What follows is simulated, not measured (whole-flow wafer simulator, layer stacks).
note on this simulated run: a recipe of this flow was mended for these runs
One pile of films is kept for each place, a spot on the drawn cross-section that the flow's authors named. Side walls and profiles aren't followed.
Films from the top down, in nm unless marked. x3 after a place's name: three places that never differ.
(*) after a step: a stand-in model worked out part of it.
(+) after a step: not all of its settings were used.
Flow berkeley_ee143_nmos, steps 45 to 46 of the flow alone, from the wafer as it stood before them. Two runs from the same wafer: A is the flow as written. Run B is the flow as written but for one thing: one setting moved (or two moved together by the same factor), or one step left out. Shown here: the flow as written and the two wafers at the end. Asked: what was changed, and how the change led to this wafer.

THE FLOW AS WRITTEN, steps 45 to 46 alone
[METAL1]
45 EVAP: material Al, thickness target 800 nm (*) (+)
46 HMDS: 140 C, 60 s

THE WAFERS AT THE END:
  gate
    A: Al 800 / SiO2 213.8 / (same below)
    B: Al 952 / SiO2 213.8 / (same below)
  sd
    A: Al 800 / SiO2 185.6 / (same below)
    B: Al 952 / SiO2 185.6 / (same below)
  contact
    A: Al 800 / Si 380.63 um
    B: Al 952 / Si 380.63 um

The cause: step 45, EVAP: thickness target 952 nm was run, where the flow has thickness target 800 nm.
It can be read off the wafer: gate has Al 952, and step 45 as written asks for 800 nm.

How the change led to this, step by step:
  45 EVAP: material Al, thickness target 800 nm (*) (+)
      gate, sd, contact, field: A Al +800 (new film) | B Al +952 (new film)
